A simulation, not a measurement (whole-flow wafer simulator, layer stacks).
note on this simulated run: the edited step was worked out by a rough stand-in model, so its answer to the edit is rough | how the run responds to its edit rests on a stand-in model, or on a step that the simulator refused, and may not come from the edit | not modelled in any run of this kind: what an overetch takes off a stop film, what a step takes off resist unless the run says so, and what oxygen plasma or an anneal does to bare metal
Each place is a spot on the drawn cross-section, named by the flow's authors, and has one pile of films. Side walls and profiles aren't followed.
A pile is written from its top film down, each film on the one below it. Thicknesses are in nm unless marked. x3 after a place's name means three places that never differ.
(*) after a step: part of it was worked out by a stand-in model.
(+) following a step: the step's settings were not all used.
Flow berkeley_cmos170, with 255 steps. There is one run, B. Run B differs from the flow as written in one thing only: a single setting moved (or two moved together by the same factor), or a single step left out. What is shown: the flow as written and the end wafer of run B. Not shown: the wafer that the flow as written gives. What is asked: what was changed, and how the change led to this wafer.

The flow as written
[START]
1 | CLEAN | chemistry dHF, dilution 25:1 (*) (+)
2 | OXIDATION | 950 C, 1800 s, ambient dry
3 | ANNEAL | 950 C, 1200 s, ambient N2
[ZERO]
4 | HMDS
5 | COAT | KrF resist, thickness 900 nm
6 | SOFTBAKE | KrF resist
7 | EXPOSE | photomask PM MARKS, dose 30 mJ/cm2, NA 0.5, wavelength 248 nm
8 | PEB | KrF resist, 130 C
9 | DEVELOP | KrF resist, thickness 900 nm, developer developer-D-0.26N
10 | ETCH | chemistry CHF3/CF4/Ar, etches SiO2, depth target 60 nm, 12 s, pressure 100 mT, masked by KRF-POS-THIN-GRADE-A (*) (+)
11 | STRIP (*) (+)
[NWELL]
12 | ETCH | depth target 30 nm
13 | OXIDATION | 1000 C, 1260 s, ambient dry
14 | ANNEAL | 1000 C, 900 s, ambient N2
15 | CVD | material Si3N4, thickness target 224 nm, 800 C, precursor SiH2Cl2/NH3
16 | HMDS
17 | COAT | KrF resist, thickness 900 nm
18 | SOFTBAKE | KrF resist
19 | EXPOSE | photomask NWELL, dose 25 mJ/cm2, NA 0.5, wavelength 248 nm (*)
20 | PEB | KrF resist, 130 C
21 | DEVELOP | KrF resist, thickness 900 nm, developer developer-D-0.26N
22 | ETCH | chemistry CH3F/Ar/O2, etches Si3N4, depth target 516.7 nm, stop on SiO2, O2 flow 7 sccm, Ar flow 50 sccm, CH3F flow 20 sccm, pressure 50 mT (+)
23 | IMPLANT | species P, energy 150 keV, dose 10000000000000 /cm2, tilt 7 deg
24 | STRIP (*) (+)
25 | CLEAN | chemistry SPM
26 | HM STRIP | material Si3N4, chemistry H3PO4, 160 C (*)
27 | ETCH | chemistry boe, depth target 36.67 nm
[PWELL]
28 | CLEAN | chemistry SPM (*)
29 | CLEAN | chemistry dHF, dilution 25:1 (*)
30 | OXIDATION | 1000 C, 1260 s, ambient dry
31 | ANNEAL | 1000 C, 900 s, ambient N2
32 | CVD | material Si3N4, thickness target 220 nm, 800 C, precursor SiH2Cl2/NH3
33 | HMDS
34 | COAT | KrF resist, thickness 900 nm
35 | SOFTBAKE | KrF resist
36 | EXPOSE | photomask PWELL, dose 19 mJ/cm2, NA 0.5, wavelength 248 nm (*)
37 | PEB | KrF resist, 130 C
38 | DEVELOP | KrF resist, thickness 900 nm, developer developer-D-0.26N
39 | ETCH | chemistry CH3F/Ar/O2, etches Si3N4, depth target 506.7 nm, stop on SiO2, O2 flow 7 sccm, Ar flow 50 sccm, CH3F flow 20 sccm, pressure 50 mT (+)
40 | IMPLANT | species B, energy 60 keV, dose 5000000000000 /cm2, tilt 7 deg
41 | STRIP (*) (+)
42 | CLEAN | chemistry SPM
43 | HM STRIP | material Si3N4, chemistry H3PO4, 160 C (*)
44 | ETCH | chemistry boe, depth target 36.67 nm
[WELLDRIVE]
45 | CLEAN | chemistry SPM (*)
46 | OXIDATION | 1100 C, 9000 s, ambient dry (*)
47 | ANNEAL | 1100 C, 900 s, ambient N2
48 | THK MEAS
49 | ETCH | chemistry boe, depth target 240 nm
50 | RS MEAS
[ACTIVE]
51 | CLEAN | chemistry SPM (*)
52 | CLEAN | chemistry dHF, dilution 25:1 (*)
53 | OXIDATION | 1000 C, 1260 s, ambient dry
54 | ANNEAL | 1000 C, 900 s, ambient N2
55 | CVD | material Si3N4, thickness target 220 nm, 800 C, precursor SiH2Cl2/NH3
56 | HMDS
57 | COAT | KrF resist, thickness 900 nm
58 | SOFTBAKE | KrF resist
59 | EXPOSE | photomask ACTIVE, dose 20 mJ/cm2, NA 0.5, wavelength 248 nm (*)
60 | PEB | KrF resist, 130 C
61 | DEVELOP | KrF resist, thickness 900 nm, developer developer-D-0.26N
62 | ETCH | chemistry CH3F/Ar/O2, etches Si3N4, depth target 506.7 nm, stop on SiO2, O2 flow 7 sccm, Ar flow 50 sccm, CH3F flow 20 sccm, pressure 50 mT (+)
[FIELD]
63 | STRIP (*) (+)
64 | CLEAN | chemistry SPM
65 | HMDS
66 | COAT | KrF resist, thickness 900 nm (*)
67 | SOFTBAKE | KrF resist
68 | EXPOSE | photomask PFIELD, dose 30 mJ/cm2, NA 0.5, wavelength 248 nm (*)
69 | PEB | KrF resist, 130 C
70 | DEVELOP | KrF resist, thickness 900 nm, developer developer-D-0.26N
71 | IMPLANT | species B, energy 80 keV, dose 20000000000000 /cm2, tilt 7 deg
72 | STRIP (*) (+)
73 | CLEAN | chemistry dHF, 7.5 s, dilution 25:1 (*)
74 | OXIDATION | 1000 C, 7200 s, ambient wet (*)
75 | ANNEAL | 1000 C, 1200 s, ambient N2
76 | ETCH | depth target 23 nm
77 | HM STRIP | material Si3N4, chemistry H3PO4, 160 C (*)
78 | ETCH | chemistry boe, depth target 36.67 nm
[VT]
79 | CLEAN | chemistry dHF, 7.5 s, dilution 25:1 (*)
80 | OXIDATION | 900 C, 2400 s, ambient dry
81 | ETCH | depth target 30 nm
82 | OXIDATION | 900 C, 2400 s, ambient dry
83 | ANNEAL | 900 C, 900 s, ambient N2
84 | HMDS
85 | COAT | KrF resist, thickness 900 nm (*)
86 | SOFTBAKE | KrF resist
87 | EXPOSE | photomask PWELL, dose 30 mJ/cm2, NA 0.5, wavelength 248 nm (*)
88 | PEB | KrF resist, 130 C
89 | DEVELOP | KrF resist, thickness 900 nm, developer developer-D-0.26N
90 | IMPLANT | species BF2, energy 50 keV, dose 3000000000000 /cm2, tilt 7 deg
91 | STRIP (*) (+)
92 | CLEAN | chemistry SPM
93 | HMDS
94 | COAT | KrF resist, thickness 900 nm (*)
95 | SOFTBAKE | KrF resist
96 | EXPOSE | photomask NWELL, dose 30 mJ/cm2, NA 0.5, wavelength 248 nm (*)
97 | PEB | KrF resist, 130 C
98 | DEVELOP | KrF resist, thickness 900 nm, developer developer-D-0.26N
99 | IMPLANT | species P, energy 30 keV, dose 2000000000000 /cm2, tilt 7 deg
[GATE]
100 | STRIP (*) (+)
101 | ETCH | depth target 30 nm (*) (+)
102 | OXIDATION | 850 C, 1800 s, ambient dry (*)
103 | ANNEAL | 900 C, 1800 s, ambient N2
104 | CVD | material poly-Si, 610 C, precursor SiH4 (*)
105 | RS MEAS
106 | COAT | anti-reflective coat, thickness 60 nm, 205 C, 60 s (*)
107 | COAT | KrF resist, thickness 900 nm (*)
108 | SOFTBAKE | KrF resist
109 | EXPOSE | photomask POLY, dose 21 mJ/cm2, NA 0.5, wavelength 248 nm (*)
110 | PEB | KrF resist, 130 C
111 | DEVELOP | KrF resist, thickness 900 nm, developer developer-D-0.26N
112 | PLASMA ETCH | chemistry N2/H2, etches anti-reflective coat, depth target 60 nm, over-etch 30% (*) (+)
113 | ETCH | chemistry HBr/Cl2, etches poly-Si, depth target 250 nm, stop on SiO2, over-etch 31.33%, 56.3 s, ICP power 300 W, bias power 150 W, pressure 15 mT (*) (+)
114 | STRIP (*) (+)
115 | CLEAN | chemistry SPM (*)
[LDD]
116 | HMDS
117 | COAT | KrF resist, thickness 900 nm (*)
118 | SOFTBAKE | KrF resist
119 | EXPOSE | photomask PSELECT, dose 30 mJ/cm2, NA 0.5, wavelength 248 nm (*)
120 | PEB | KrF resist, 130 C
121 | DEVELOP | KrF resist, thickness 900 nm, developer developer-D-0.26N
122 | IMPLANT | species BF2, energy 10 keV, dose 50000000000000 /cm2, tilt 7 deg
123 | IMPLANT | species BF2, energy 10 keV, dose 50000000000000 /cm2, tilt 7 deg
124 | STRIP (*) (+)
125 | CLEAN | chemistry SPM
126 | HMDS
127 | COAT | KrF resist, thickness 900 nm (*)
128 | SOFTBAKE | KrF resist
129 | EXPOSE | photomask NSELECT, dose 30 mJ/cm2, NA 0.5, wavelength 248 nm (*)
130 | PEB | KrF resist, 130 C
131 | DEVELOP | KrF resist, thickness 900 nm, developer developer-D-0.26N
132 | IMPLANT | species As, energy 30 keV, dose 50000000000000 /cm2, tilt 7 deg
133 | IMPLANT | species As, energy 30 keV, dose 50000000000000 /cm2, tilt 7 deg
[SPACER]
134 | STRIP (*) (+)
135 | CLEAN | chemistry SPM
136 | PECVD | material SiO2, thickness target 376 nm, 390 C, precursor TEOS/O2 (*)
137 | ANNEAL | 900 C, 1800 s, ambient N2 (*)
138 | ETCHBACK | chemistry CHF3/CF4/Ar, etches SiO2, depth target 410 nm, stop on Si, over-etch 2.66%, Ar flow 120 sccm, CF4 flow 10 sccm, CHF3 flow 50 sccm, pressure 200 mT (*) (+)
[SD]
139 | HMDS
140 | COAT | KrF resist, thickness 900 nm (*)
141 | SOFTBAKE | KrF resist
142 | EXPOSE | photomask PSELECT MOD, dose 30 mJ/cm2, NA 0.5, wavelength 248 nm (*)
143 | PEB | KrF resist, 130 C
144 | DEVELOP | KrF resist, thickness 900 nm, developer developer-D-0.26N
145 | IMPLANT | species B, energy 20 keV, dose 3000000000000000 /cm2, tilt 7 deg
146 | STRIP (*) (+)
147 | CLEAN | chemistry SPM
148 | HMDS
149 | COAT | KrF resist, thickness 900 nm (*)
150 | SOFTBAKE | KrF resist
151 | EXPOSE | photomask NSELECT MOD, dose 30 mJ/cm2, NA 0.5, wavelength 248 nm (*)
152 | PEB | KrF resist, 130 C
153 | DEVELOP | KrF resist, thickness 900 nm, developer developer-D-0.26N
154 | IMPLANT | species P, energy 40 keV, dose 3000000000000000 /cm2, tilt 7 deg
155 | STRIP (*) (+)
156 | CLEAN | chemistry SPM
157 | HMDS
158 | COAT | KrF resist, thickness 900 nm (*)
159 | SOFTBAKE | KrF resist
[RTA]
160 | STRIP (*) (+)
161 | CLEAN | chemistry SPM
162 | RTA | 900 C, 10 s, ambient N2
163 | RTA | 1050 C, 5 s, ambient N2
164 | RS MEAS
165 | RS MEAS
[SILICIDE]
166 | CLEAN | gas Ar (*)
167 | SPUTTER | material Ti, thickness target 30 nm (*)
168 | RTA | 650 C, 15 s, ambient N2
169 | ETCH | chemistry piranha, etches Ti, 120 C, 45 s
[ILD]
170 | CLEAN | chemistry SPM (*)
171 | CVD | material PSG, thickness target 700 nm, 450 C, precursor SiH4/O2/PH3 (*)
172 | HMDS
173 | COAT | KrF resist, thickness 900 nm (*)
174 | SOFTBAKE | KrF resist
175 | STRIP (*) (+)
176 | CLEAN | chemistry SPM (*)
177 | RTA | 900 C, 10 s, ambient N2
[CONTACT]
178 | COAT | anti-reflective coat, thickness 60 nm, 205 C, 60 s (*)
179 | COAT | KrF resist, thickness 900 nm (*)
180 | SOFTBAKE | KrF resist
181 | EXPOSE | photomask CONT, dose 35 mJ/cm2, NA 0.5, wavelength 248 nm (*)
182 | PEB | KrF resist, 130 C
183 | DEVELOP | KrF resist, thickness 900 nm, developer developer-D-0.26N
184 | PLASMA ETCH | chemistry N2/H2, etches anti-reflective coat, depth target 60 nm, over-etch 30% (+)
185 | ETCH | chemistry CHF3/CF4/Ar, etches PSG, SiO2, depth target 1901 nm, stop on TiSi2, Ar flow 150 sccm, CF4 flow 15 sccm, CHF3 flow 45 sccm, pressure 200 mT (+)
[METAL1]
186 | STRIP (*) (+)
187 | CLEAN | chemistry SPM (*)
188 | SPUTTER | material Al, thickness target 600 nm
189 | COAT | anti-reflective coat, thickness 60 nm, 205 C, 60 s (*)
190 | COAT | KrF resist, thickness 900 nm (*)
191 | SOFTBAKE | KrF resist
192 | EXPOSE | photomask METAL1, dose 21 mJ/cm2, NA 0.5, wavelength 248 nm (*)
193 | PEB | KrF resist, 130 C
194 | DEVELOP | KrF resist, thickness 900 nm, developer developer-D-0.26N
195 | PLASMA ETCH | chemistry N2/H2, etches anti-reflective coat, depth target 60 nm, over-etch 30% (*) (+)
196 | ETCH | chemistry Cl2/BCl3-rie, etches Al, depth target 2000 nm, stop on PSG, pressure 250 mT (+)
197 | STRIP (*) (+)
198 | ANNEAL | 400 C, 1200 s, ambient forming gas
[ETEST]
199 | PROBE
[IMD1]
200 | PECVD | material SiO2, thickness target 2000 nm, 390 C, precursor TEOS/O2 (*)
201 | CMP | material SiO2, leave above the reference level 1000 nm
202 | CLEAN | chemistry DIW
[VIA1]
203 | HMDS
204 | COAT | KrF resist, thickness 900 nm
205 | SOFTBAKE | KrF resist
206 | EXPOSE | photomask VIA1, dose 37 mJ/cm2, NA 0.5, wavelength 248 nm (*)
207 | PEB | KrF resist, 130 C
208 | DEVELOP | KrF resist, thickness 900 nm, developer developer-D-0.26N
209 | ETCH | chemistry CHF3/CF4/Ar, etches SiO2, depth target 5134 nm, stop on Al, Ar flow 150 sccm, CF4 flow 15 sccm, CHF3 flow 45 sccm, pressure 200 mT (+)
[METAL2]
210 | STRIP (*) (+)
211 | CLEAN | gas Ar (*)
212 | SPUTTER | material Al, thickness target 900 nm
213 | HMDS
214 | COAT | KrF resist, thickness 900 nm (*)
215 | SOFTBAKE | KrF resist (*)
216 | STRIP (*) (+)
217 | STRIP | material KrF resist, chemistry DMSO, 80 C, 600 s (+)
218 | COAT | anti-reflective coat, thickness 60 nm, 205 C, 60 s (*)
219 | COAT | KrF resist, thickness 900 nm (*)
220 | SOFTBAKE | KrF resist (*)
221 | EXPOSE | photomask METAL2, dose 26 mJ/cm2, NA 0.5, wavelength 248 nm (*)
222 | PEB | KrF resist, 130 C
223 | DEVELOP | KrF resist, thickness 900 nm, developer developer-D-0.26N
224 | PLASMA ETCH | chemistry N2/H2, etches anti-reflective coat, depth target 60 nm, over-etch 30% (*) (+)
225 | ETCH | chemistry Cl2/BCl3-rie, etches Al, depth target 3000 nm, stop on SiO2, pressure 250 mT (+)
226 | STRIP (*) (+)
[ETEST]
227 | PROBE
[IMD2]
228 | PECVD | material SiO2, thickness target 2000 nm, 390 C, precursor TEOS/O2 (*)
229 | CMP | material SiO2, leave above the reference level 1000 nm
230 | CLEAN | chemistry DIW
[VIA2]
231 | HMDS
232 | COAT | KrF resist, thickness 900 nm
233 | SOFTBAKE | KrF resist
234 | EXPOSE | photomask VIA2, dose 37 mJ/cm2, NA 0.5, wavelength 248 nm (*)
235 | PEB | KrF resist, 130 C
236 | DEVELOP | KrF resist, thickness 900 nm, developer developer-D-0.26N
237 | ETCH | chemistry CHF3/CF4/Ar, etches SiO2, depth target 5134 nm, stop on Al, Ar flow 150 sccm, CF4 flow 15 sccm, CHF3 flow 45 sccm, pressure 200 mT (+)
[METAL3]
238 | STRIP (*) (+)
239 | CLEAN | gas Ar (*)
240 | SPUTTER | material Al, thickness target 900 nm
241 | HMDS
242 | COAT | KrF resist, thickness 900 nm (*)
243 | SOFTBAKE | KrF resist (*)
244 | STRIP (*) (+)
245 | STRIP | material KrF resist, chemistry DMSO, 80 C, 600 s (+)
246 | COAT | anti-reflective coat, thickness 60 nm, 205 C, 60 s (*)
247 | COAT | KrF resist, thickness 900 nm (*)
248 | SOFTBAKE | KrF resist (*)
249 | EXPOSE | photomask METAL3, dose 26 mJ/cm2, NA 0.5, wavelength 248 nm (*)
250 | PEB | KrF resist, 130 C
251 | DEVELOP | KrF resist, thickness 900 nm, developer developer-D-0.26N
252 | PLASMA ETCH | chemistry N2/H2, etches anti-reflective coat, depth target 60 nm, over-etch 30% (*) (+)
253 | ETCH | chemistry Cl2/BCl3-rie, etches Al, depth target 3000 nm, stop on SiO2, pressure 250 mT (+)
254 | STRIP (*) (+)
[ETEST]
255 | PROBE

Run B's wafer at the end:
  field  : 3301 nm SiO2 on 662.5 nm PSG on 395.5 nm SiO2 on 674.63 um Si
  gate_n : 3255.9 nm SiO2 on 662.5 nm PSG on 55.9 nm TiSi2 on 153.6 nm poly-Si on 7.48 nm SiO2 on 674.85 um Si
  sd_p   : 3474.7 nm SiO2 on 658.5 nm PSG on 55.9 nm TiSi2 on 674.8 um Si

The reason: step 101, ETCH: depth target 15 nm was run, while the flow as written has depth target 30 nm.

The path from the change to this, step by step:
  101 | ETCH | depth target 30 nm (*) (+)
      field: -15 SiO2 (in the flow as written it would be: -30 SiO2)
  106 | COAT | anti-reflective coat, thickness 60 nm, 205 C, 60 s (*)
      field: +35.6 anti-reflective coat (new film) (in the flow as written it would be: +34.7 anti-reflective coat (new film))
      sd_n: +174 anti-reflective coat (new film) (in the flow as written it would be: +158.6 anti-reflective coat (new film))
      (and at 7 other places as well)
  112 | PLASMA ETCH | chemistry N2/H2, etches anti-reflective coat, depth target 60 nm, over-etch 30% (*) (+)
      field: -35.6 anti-reflective coat (all of it), -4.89 poly-Si (in the flow as written it would be: -34.7 anti-reflective coat (all of it), -4.4 poly-Si)
      sd_n: -174 anti-reflective coat (all of it), -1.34 poly-Si (in the flow as written it would be: -158.6 anti-reflective coat (all of it), -1.22 poly-Si)
      (and at 7 other places as well)
  114 | STRIP (*) (+)
      gate_n: +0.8 chemical SiO2 (new film), -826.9 KrF resist (all of it), -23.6 anti-reflective coat (all of it), -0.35 poly-Si (in the flow as written it would be: +0.8 chemical SiO2 (new film), -812.6 KrF resist (all of it), -27.3 anti-reflective coat (all of it), -0.35 poly-Si)
      gate_p: +0.8 chemical SiO2 (new film), -789.9 KrF resist (all of it), -27.7 anti-reflective coat (all of it), -0.35 poly-Si (in the flow as written it would be: +0.8 chemical SiO2 (new film), -782.1 KrF resist (all of it), -29.6 anti-reflective coat (all of it), -0.35 poly-Si)
  178 | COAT | anti-reflective coat, thickness 60 nm, 205 C, 60 s (*)
      sd_n: +144.5 anti-reflective coat (new film) (in the flow as written it would be: +135.1 anti-reflective coat (new film))
      gate_n: +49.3 anti-reflective coat (new film) (in the flow as written it would be: +48.3 anti-reflective coat (new film))
      (and at 1 other place as well)
  186 | STRIP (*) (+)
      sd_n: -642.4 KrF resist (all of it), -144.5 anti-reflective coat (all of it) (in the flow as written it would be: -643.8 KrF resist (all of it), -135.1 anti-reflective coat (all of it))
      gate_n: -560.1 KrF resist (all of it), -49.3 anti-reflective coat (all of it) (in the flow as written it would be: -553.1 KrF resist (all of it), -48.3 anti-reflective coat (all of it))
      (and at 1 other place as well)
  189 | COAT | anti-reflective coat, thickness 60 nm, 205 C, 60 s (*)
      gate_n: +49 anti-reflective coat (new film) (in the flow as written it would be: +48 anti-reflective coat (new film))
      sd_p: +88.7 anti-reflective coat (new film) (in the flow as written it would be: +86.5 anti-reflective coat (new film))
      (and at 1 other place as well)
  195 | PLASMA ETCH | chemistry N2/H2, etches anti-reflective coat, depth target 60 nm, over-etch 30% (*) (+)
      contact, m1, via1, m2, via2: -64 KrF resist (in the flow as written it would be: -62.5 KrF resist)
      gate_n: -49 anti-reflective coat (all of it) (in the flow as written it would be: -48 anti-reflective coat (all of it))
      (and at 1 other place as well)
  197 | STRIP (*) (+)
      m2: -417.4 KrF resist (all of it), -59 anti-reflective coat (all of it) (in the flow as written it would be: -412.9 KrF resist (all of it), -61.1 anti-reflective coat (all of it))
  201 | CMP | material SiO2, leave above the reference level 1000 nm
      field: -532 SiO2 (in the flow as written it would be: -517 SiO2)
